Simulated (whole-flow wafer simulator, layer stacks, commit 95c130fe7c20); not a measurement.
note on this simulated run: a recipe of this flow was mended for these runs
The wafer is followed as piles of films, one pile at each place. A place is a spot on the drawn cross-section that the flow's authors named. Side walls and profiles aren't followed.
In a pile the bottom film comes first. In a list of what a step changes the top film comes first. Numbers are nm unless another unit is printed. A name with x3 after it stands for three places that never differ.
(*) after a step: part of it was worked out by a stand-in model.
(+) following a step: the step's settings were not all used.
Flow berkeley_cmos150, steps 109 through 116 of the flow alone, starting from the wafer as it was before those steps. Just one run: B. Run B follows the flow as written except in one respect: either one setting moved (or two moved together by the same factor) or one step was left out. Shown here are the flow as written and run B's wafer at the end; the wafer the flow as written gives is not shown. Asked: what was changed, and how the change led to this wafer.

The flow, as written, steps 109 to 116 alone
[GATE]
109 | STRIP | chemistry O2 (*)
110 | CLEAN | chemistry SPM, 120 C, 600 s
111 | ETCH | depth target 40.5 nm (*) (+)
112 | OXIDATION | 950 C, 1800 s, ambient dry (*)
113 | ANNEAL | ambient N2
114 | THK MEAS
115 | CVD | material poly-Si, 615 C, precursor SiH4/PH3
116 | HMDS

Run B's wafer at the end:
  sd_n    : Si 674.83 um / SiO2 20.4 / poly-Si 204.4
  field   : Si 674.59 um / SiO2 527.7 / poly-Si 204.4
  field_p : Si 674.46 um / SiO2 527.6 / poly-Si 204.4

What caused this: step 115, CVD: 606 C was run, while the flow as written has 615 C.

The path from the change to this, step by step:
  115 | CVD | material poly-Si, 615 C, precursor SiH4/PH3
      field, field_p, sd_n, gate_n, sd_p x2, contact, m1: poly-Si gains 204.4 (new film) (in the flow as written it would be: poly-Si gains 251.5 (new film))
